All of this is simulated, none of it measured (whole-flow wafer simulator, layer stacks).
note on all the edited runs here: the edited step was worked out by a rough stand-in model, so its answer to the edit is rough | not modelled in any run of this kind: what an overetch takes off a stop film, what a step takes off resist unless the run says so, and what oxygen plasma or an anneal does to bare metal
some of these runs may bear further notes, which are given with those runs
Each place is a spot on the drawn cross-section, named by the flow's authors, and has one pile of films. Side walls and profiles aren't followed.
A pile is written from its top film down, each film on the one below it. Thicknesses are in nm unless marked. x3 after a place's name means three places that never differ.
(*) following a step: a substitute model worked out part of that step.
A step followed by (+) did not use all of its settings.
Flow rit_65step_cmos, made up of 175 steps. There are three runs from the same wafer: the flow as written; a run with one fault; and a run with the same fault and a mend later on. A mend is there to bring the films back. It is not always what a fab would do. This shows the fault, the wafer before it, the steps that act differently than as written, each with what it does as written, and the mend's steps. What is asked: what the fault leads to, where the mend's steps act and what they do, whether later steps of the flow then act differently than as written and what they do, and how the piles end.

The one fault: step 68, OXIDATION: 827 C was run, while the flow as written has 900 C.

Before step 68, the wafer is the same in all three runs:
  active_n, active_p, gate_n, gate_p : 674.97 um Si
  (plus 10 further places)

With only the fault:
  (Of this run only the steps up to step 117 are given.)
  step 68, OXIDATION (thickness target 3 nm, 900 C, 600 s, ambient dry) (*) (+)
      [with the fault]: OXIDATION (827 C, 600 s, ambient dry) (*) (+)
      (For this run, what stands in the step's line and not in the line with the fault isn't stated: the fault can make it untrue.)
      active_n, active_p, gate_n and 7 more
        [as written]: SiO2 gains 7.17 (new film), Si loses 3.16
        [with the fault]: SiO2 gains 3 (new film), Si loses 1.32
  Steps further on in the flow that do not act as written (14 more steps, not shown, differ only slightly: by at most 2% or 0.5 nm, whichever is larger):
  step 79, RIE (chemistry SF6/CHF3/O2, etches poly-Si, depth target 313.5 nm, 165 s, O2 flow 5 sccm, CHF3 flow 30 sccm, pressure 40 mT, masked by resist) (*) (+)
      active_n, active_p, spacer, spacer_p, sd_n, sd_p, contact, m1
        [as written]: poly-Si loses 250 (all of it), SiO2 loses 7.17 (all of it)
        [with the fault]: poly-Si loses 250 (all of it), SiO2 loses 3 (all of it)
  After step 117, at gate_n, gate_p, the piles differ from the flow's by more than 2% or 0.5 nm, whichever is larger.
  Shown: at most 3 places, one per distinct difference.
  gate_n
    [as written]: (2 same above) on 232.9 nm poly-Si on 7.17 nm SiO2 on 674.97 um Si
    [with the fault]: (2 same above) on 232.9 nm poly-Si on 3 nm SiO2 on 674.97 um Si

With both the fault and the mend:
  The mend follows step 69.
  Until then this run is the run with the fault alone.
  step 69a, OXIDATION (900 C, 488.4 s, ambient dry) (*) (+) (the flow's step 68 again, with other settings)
      active_n, active_p, gate_n and 7 more
        SiO2 gains 4, Si loses 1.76
  None of the later steps of the flow differs from how it acts as written, at any place that is followed, by more than 2% or 0.5 nm, whichever is larger.
  The piles end only slightly different from the flow's at the places that both follow, by no more than 2% or 0.5 nm, whichever is larger.
